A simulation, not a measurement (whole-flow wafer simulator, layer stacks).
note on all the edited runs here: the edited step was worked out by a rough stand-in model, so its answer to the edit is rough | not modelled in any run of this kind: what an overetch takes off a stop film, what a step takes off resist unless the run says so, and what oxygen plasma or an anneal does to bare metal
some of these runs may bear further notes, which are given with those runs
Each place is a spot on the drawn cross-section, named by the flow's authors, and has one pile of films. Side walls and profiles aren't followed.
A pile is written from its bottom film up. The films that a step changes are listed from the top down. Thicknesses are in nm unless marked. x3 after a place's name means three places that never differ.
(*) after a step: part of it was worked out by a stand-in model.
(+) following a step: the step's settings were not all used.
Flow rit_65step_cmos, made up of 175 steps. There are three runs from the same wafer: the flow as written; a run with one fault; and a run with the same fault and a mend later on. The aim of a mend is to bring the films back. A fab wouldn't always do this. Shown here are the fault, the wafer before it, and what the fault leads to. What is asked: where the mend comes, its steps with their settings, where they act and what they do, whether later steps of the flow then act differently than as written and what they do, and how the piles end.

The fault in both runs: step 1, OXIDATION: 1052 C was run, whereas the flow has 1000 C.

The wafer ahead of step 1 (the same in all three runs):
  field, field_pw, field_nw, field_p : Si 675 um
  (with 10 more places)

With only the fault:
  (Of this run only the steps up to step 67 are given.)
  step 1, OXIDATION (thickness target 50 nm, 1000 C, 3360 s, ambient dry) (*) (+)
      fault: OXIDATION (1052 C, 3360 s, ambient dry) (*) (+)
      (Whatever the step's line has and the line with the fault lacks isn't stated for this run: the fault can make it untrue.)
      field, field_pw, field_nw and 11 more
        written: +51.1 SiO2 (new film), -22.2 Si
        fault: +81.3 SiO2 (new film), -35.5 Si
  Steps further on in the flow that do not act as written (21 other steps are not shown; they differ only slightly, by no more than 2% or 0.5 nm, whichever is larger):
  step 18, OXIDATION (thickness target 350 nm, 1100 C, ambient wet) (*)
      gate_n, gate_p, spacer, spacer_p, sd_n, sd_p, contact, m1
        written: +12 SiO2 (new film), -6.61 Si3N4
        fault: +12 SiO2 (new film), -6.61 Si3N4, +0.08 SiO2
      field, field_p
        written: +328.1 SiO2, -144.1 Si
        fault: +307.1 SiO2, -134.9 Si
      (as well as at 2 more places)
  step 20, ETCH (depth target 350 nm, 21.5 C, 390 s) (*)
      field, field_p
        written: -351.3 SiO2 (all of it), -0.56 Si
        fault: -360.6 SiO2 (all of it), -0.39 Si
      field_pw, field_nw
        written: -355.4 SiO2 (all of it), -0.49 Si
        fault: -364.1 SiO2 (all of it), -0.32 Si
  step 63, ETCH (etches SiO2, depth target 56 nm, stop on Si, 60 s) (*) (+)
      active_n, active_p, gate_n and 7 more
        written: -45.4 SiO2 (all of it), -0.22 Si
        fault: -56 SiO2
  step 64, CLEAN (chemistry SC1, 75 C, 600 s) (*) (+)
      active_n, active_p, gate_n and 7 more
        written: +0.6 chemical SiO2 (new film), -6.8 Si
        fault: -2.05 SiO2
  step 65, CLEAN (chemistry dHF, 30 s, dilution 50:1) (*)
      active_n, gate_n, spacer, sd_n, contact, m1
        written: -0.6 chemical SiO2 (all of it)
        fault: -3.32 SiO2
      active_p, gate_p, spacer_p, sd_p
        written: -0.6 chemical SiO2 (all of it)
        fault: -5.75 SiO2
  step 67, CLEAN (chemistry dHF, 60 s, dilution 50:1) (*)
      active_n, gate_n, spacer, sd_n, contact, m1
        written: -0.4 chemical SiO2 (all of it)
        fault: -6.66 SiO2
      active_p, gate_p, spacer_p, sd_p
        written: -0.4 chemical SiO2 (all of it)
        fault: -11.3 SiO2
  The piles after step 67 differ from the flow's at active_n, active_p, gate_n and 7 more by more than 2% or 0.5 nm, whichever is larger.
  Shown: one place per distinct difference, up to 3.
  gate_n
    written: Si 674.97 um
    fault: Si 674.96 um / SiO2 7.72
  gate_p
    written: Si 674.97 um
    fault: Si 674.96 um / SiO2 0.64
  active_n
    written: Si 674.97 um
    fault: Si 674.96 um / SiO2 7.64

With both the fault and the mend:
  After step 2 comes the mend.
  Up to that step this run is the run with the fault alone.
  step 2a, ETCH (depth target 93 nm, 21.5 C, 104 s)
      field, field_pw, field_nw and 11 more
        -81.3 SiO2 (all of it)
  step 2b, CLEAN (chemistry SC2, 75 C, 600 s)
      field, field_pw, field_nw and 11 more
        +0.4 chemical SiO2 (new film), -0.17 Si
  step 2c, OXIDATION (1000 C, 3360 s, ambient dry) (*) (a further turn of the flow's step 1, with different settings)
      field, field_pw, field_nw and 11 more
        +51 SiO2 (new film), -0.4 chemical SiO2 (all of it), -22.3 Si
  Steps further on in the flow that do not act as written (17 other steps are not shown; they differ only slightly, by no more than 2% or 0.5 nm, whichever is larger):
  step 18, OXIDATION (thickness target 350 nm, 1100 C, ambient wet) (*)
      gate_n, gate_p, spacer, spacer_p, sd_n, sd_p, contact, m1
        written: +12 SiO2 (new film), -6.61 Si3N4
        mend: +12 SiO2 (new film), -6.61 Si3N4, +0.03 SiO2
  The piles end only slightly different from the flow's at the places that both follow, by no more than 2% or 0.5 nm, whichever is larger.
